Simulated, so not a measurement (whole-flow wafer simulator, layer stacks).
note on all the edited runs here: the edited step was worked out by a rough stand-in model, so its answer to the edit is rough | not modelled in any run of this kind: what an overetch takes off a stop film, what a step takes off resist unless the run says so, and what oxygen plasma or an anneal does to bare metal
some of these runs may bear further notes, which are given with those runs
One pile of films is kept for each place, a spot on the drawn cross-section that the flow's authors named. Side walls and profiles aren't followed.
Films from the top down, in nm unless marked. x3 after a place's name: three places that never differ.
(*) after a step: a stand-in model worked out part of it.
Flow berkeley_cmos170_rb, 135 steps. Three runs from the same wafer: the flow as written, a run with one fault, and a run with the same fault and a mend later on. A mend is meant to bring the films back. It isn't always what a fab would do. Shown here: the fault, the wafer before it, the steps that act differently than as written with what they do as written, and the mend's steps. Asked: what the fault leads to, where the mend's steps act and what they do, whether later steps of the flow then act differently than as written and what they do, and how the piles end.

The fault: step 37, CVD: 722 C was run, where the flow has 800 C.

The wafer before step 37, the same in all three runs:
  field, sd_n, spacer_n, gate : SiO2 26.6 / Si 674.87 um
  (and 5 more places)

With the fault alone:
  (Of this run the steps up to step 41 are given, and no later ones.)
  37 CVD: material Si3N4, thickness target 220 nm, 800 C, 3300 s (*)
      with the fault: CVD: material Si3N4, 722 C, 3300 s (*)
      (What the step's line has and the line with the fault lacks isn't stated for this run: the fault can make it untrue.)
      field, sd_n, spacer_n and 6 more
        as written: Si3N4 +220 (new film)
        with the fault: Si3N4 +57.5 (new film)
  No later step of the flow up to step 41 acts differently than as written at any place that is followed.
  After step 41 the piles differ from the flow's by more than 2% or 0.5 nm, whichever is larger, at field, sd_n, spacer_n and 6 more.
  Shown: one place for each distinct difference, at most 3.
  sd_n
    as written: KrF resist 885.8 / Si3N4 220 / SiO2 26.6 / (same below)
    with the fault: KrF resist 885.8 / Si3N4 57.5 / SiO2 26.6 / (same below)
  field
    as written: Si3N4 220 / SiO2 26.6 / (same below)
    with the fault: Si3N4 57.5 / SiO2 26.6 / (same below)

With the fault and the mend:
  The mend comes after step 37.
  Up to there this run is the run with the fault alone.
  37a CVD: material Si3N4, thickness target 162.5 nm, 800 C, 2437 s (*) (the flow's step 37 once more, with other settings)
      field, sd_n, spacer_n and 6 more
        Si3N4 +162.5
  No later step of the flow acts differently than as written, at any place that is followed, by more than 2% or 0.5 nm, whichever is larger.
  At the end the piles are the same as the flow's at every place that both follow.
